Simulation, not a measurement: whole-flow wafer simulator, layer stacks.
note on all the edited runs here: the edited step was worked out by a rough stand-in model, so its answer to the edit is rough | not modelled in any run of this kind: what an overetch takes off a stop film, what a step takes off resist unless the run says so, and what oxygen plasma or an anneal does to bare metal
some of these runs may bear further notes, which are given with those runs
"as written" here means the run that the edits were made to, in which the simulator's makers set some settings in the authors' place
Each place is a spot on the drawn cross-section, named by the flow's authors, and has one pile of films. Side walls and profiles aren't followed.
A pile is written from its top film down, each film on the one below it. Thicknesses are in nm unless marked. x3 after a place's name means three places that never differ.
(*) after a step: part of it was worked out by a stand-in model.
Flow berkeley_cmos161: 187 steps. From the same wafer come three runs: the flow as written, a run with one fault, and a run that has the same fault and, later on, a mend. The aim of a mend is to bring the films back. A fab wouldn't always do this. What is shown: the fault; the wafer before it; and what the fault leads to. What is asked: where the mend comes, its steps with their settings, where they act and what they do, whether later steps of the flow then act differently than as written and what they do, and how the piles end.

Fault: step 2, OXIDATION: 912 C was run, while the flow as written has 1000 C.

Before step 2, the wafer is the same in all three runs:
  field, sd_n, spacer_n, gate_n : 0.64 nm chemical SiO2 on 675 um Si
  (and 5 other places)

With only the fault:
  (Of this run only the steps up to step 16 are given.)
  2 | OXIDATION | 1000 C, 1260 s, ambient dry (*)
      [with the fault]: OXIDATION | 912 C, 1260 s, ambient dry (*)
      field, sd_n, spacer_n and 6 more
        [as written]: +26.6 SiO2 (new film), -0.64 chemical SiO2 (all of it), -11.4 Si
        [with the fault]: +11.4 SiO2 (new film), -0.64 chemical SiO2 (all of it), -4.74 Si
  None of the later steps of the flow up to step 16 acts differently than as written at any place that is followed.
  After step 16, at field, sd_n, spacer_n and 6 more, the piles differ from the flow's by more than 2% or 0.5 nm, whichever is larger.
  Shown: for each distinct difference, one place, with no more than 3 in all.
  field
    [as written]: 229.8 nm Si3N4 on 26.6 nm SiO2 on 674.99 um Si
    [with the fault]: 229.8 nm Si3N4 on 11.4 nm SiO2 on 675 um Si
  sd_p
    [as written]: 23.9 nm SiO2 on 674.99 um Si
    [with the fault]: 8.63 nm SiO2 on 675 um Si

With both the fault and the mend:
  After step 3 comes the mend.
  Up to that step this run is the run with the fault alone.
  3a | ETCH | chemistry boe, depth target 13.05 nm
      field, sd_n, spacer_n and 6 more
        -11.4 SiO2 (all of it)
  3b | CLEAN | chemistry SC1/SC2 (*) (the flow's step 1 again)
      field, sd_n, spacer_n and 6 more
        +0.6 chemical SiO2 (new film), -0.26 Si
  3c | OXIDATION | 1000 C, 1260 s, ambient dry (*) (the flow's step 2 again)
      field, sd_n, spacer_n and 6 more
        +26.6 SiO2 (new film), -0.6 chemical SiO2 (all of it), -11.5 Si
  None of the later steps of the flow acts differently than as written at any place that is followed.
  The piles end only slightly different from the flow's at the places that both follow, by no more than 2% or 0.5 nm, whichever is larger.
